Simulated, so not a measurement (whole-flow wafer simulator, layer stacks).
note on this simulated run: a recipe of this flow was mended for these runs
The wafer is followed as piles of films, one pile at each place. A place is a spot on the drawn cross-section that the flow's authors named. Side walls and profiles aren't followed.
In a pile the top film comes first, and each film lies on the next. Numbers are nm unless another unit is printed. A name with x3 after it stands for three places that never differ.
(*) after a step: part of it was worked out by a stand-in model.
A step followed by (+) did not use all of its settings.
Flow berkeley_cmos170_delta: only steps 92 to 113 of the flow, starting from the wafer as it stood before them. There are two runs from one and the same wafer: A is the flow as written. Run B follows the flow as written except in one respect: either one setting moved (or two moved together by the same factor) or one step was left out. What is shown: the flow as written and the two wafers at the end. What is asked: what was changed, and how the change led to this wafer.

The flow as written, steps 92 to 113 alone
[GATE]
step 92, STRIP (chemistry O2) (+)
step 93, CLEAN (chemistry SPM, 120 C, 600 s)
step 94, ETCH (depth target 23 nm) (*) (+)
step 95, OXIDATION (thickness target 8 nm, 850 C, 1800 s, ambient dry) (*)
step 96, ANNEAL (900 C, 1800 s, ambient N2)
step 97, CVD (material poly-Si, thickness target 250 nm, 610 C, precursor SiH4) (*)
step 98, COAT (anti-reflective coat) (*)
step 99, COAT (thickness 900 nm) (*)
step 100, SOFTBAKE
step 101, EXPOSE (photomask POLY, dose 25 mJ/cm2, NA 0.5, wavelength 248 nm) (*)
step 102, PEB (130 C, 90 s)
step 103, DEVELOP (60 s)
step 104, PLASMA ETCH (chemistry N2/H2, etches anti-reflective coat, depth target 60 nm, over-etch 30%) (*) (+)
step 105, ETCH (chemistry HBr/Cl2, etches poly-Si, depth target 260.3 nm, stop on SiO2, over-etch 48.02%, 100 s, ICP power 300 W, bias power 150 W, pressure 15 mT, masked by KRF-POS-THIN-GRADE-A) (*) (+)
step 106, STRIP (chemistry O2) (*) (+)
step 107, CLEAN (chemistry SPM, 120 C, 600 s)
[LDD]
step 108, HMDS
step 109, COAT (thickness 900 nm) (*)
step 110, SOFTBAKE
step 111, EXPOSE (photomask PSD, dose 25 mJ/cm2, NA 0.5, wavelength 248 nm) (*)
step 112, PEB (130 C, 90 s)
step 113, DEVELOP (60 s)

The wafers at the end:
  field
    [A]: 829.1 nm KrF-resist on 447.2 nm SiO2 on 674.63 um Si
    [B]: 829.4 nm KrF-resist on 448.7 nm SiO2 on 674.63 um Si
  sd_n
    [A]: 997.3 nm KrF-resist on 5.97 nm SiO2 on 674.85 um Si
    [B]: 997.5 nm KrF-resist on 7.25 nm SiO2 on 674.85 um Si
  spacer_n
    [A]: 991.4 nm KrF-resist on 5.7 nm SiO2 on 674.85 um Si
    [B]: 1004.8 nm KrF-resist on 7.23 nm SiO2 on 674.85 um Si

The reason: step 97, CVD: thickness target 340 nm was run, though the flow has thickness target 250 nm.

The path from the change to this, step by step:
  step 97, CVD (material poly-Si, thickness target 250 nm, 610 C, precursor SiH4) (*)
      field, sd_n, spacer_n and 6 more: A poly-Si gains 250 (new film) | B poly-Si gains 340 (new film)
  step 98, COAT (anti-reflective coat) (*)
      field: A anti-reflective coat gains 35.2 (new film) | B anti-reflective coat gains 36.2 (new film)
      sd_n: A anti-reflective coat gains 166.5 (new film) | B anti-reflective coat gains 172 (new film)
      (also at 1 further place)
  step 104, PLASMA ETCH (chemistry N2/H2, etches anti-reflective coat, depth target 60 nm, over-etch 30%) (*) (+)
      field: A anti-reflective coat loses 35.2 (all of it), poly-Si loses 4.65 | B anti-reflective coat loses 36.2 (all of it), poly-Si loses 4.81
      sd_n: A anti-reflective coat loses 166.5 (all of it), poly-Si loses 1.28 | B anti-reflective coat loses 172 (all of it), poly-Si loses 1.32
      (also at 1 further place)
  step 105, ETCH (chemistry HBr/Cl2, etches poly-Si, depth target 260.3 nm, stop on SiO2, over-etch 48.02%, 100 s, ICP power 300 W, bias power 150 W, pressure 15 mT, masked by KRF-POS-THIN-GRADE-A) (*) (+)
      field: A poly-Si loses 245.4 (all of it), SiO2 loses 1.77 | B poly-Si loses 335.2 (all of it), SiO2 loses 0.25
      sd_n: A poly-Si loses 248.7 (all of it), SiO2 loses 1.52 | B poly-Si loses 338.7 (all of it), SiO2 loses 0.23
      (also at 5 further places)
  step 109, COAT (thickness 900 nm) (*)
      gate: A KrF-resist gains 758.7 (new film) | B KrF-resist gains 684.9 (new film)
      gate_p: A KrF-resist gains 754.5 (new film) | B KrF-resist gains 680.8 (new film)
  step 113, DEVELOP (60 s)
      gate_p: A KrF-resist loses 752.9 (all of it) | B KrF-resist loses 679.3 (all of it)
